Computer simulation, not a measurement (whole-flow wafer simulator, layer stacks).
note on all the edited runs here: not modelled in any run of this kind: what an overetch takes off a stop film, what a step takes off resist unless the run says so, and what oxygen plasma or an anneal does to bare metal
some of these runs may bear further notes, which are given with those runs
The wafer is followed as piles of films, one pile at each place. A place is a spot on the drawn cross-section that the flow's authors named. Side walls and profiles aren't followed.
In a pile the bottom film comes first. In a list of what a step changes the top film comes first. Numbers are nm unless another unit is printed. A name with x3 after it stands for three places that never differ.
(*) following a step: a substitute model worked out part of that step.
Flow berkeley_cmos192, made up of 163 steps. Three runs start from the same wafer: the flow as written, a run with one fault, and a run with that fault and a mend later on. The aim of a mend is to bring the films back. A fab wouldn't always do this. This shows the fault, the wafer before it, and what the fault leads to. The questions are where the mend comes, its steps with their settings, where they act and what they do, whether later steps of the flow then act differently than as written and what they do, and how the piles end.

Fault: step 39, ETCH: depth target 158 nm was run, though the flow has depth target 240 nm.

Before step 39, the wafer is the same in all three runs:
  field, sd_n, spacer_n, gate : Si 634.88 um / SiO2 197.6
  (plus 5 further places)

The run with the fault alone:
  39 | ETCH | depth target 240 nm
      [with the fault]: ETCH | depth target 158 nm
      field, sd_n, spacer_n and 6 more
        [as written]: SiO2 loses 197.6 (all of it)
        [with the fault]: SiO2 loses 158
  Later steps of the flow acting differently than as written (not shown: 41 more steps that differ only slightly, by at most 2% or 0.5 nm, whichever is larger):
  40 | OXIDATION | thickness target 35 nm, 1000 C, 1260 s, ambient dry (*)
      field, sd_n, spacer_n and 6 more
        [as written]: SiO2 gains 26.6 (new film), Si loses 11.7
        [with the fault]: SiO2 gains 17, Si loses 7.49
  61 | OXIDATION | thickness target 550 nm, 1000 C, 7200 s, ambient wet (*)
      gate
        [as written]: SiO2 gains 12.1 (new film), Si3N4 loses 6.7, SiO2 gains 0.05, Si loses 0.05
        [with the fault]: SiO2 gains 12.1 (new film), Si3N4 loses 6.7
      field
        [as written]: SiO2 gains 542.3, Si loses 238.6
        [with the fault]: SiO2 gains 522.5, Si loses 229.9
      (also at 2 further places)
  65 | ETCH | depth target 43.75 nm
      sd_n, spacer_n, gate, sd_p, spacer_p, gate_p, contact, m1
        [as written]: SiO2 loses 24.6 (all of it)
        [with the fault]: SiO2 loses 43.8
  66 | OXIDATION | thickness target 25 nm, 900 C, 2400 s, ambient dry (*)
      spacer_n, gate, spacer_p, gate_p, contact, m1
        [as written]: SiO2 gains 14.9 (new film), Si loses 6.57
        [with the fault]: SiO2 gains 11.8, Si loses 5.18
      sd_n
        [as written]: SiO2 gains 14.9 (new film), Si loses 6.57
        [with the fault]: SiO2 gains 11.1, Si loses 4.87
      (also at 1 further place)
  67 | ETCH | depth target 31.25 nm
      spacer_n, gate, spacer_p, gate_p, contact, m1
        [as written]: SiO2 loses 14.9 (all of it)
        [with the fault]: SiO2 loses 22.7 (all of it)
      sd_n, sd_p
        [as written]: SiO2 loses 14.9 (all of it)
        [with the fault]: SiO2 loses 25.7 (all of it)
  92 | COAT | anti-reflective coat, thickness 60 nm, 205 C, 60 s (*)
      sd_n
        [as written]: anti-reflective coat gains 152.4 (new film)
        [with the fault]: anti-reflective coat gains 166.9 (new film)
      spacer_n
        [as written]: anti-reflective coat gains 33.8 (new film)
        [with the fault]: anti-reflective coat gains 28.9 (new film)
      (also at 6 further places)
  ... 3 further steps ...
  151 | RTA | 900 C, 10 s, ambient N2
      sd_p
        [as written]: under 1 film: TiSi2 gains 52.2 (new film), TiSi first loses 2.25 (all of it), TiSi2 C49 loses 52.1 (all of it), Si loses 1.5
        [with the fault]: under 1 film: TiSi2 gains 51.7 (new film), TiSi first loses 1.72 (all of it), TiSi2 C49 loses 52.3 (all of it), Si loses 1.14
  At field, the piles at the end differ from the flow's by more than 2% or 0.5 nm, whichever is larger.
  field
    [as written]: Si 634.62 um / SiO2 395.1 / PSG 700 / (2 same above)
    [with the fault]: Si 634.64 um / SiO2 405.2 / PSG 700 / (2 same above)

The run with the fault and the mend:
  The mend stands after step 39.
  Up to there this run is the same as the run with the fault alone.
  39a | ETCH | depth target 82 nm (a further turn of the flow's step 39, with different settings)
      field, sd_n, spacer_n and 6 more
        SiO2 loses 39.6 (all of it)
  None of the later steps of the flow acts differently than as written at any place that is followed.
  The piles end the same as the flow's at every place that both follow.
